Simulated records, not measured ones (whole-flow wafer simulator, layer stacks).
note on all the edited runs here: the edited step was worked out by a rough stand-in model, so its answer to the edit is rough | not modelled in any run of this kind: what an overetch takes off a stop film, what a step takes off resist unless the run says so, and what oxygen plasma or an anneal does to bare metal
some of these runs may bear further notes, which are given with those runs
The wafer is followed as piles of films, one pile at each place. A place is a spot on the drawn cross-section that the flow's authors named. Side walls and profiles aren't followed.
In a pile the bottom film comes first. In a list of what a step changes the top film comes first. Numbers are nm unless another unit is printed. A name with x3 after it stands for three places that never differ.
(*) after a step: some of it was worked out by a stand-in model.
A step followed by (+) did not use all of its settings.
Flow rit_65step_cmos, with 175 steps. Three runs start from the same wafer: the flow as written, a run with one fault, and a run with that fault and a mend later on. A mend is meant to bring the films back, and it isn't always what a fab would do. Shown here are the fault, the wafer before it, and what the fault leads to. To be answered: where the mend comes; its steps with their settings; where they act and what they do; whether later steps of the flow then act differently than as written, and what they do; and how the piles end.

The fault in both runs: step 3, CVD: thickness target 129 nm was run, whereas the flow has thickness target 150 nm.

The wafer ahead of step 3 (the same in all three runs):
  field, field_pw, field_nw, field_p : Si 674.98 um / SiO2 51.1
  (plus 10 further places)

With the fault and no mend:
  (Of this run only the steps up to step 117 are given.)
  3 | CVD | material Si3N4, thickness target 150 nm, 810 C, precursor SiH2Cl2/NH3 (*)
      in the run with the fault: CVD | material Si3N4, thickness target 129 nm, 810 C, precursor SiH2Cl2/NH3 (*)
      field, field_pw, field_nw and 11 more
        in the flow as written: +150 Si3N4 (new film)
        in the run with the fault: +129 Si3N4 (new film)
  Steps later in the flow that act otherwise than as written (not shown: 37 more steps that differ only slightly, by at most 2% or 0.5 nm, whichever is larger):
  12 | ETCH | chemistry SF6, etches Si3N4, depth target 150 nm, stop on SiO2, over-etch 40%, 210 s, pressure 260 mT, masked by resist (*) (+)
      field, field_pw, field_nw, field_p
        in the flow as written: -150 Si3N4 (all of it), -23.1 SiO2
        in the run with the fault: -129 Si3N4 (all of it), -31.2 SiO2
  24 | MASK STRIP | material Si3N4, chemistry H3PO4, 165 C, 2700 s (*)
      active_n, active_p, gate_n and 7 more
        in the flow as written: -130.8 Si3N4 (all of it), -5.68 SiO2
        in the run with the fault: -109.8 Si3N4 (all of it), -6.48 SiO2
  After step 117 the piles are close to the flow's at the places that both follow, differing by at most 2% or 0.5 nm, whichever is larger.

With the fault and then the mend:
  The mend follows step 4.
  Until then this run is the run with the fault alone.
  4a | ETCH | chemistry h3po4, depth target 148.3 nm
      field, field_pw, field_nw and 11 more
        -129 Si3N4 (all of it)
  4b | CLEAN | chemistry SC2, 75 C, 600 s
      does not change any film at any place that is followed
  4c | CVD | material Si3N4, thickness target 150 nm, 810 C, precursor SiH2Cl2/NH3 (*) (the flow's step 3 again)
      field, field_pw, field_nw and 11 more
        +150 Si3N4 (new film)
  Later steps of the flow that are run all act as written at every place that is followed.
  At every place that both follow, the piles at the end match the flow's.
